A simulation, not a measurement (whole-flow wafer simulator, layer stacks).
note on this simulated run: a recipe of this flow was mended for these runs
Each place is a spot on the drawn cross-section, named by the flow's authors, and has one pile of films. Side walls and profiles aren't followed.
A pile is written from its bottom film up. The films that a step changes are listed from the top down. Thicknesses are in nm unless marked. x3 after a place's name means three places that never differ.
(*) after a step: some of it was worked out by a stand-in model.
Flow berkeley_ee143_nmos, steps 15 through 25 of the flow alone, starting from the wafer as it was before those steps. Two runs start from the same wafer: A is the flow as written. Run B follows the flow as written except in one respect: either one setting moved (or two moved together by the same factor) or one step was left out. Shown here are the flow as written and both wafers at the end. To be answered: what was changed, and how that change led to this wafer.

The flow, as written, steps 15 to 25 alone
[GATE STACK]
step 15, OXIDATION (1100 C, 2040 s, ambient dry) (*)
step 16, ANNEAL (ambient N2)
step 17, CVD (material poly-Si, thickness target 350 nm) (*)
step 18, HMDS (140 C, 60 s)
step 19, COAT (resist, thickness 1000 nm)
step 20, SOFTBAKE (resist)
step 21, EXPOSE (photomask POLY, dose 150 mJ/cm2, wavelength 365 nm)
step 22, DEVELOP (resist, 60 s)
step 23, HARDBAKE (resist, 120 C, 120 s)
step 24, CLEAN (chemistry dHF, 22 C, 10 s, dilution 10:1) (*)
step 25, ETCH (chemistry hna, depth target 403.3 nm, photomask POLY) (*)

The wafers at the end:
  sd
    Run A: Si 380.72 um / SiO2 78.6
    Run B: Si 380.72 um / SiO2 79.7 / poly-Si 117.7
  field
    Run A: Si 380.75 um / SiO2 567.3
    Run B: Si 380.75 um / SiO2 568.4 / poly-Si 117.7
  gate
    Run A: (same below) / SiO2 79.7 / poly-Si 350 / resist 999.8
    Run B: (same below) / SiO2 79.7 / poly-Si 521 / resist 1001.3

The reason: step 17, CVD: thickness target 521 nm was run, while the flow as written has thickness target 350 nm.
One can read it off the wafer: gate has poly-Si 521, and step 17 as written asks for 350 nm.

How this came from the change, step by step:
  step 17, CVD (material poly-Si, thickness target 350 nm) (*)
      gate, sd, contact, field: A poly-Si gains 350 (new film) | B poly-Si gains 521 (new film)
  step 25, ETCH (chemistry hna, depth target 403.3 nm, photomask POLY) (*)
      sd, contact, field: A poly-Si loses 350 (all of it), SiO2 loses 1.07 | B poly-Si loses 403.3
